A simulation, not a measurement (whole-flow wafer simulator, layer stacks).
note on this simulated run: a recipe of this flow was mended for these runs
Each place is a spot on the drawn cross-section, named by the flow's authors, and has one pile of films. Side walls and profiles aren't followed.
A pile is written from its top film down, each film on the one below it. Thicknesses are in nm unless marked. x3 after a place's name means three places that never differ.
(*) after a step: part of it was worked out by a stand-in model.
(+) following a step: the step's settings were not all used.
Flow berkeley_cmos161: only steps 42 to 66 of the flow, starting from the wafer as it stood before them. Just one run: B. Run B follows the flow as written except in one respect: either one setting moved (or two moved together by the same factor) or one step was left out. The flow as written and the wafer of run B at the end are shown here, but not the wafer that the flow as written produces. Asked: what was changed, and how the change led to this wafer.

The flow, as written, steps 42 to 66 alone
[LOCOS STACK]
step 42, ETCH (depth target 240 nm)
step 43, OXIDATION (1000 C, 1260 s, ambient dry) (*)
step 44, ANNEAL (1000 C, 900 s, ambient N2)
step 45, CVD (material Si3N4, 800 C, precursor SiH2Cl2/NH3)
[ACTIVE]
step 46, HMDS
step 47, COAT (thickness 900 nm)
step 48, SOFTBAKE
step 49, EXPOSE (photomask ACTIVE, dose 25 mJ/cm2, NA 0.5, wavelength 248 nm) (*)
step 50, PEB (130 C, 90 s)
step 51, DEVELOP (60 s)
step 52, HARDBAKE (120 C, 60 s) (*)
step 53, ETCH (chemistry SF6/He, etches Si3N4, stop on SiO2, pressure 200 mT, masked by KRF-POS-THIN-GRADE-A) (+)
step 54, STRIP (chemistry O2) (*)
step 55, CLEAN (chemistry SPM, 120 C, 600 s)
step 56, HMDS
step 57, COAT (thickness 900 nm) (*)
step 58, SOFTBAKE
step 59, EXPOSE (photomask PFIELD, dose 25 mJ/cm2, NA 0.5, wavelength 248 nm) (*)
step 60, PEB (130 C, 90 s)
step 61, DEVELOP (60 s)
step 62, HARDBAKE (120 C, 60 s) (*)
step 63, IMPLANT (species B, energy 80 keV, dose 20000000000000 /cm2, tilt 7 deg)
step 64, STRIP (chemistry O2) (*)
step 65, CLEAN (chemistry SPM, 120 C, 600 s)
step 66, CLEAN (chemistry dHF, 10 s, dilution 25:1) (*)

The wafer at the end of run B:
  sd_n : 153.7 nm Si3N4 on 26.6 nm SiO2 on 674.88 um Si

What caused this: step 45, CVD: 780 C was run, though the flow has 800 C.

The path from the change to this, step by step:
  step 45, CVD (material Si3N4, 800 C, precursor SiH2Cl2/NH3)
      field, sd_n, spacer_n and 6 more: Si3N4 gains 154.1 (new film) (in the flow as written it would be: Si3N4 gains 194.4 (new film))
  step 53, ETCH (chemistry SF6/He, etches Si3N4, stop on SiO2, pressure 200 mT, masked by KRF-POS-THIN-GRADE-A) (+)
      sd_n, spacer_n, gate_n, sd_p, spacer_p, gate_p, contact, m1: KrF-resist loses 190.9 (in the flow as written it would be: KrF-resist loses 234.7)
      field: Si3N4 loses 154.1 (all of it), SiO2 loses 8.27 (in the flow as written it would be: Si3N4 loses 194.4 (all of it), SiO2 loses 8.27)
  step 54, STRIP (chemistry O2) (*)
      sd_n, spacer_n, gate_n, sd_p, spacer_p, gate_p, contact, m1: KrF-resist loses 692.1 (all of it) (in the flow as written it would be: KrF-resist loses 648.2 (all of it))
  step 57, COAT (thickness 900 nm) (*)
      sd_n: KrF-resist gains 816.6 (new film) (in the flow as written it would be: KrF-resist gains 796.1 (new film))
      sd_p: KrF-resist gains 830.7 (new film) (in the flow as written it would be: KrF-resist gains 813.7 (new film))
      (and at 1 other place as well)
  step 64, STRIP (chemistry O2) (*)
      sd_n: KrF-resist loses 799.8 (all of it) (in the flow as written it would be: KrF-resist loses 779.3 (all of it))
      sd_p: KrF-resist loses 813.8 (all of it) (in the flow as written it would be: KrF-resist loses 796.9 (all of it))
      (and at 1 other place as well)
